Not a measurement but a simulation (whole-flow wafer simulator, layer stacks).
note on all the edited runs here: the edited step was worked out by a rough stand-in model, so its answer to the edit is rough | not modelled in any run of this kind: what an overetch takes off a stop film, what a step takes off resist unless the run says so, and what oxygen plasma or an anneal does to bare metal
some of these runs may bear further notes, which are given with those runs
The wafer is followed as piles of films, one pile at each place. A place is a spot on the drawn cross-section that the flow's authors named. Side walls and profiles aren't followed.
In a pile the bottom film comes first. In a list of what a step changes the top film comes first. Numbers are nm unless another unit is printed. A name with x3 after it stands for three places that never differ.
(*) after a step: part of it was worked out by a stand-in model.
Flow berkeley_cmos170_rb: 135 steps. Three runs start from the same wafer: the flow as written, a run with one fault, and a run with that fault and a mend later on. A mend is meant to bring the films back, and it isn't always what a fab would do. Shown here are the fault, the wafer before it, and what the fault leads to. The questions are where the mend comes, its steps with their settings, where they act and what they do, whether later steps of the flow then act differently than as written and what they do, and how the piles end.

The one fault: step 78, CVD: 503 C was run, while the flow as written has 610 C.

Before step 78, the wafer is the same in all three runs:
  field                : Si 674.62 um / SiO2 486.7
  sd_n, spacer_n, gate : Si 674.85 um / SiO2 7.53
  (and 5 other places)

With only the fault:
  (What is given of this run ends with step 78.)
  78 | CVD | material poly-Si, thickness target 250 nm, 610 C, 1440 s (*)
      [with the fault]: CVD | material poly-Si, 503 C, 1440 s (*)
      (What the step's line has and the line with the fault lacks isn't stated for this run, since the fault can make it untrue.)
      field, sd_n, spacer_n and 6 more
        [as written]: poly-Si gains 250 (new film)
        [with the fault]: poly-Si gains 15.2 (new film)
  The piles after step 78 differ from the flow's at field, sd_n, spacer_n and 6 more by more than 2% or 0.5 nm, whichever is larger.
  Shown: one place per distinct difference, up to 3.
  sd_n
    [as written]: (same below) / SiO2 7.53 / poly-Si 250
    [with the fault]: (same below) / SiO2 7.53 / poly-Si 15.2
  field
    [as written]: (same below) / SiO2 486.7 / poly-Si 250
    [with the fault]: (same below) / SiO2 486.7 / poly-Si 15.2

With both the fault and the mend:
  The mend stands after step 78.
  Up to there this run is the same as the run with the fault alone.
  78a | ETCH | chemistry tmah, depth target 17.54 nm
      field, sd_n, spacer_n and 6 more
        poly-Si loses 15.2 (all of it)
  78b | CLEAN (*) (the flow's step 74 again)
      leaves every film unchanged at each place that is followed
  78c | CVD | material poly-Si, thickness target 250 nm, 610 C, 1440 s (*) (the flow's step 78 again)
      field, sd_n, spacer_n and 6 more
        poly-Si gains 250 (new film)
  None of the later steps of the flow differs from how it acts as written, at any place that is followed, by more than 2% or 0.5 nm, whichever is larger.
  The piles end the same as the flow's at every place that both follow.
